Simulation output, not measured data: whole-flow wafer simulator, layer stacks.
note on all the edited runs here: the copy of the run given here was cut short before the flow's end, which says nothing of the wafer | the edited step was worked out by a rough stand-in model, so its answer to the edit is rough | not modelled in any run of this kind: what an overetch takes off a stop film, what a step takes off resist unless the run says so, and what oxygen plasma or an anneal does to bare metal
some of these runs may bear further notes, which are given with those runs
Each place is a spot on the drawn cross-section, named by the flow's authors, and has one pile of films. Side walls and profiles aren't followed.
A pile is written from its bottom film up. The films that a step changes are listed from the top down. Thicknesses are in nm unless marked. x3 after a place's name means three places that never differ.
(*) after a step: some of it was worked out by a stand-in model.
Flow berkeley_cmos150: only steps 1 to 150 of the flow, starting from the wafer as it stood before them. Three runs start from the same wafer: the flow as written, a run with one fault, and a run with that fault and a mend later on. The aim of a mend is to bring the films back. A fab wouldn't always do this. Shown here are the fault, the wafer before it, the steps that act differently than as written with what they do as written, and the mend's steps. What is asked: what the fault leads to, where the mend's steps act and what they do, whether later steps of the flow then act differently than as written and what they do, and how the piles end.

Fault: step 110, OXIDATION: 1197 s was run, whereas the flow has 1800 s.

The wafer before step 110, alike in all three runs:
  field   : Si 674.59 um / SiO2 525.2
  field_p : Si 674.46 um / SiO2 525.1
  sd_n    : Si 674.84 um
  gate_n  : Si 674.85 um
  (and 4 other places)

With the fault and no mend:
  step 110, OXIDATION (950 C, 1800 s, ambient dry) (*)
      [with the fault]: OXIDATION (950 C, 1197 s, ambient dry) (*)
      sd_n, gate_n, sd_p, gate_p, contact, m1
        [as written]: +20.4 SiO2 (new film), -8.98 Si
        [with the fault]: +15.9 SiO2 (new film), -7 Si
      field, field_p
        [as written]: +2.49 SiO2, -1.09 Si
        [with the fault]: +1.66 SiO2, -0.73 Si
  Later steps of the flow that are run all act as written at every place that is followed, up to a difference of at most 2% or 0.5 nm, whichever is larger.
  By the end, the piles at sd_n, gate_n, sd_p, gate_p, contact, m1 depart from the flow's by more than 2% or 0.5 nm, whichever is larger.
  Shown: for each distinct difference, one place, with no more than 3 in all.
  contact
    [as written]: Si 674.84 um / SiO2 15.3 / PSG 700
    [with the fault]: Si 674.84 um / SiO2 10.8 / PSG 700
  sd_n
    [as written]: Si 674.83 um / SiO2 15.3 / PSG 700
    [with the fault]: Si 674.83 um / SiO2 10.8 / PSG 700
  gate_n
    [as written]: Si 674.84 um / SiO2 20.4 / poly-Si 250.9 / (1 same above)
    [with the fault]: Si 674.84 um / SiO2 15.9 / poly-Si 250.9 / (1 same above)

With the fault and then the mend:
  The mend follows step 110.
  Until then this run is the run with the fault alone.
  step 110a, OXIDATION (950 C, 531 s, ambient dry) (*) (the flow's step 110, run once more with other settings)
      sd_n, gate_n, sd_p, gate_p, contact, m1
        +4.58 SiO2, -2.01 Si
      field, field_p
        +0.73 SiO2, -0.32 Si
  Later steps of the flow that are run all act as written at every place that is followed, up to a difference of at most 2% or 0.5 nm, whichever is larger.
  When the end is reached, the piles differ only a little from the flow's at the places that both follow, at most by 2% or 0.5 nm, whichever is larger.
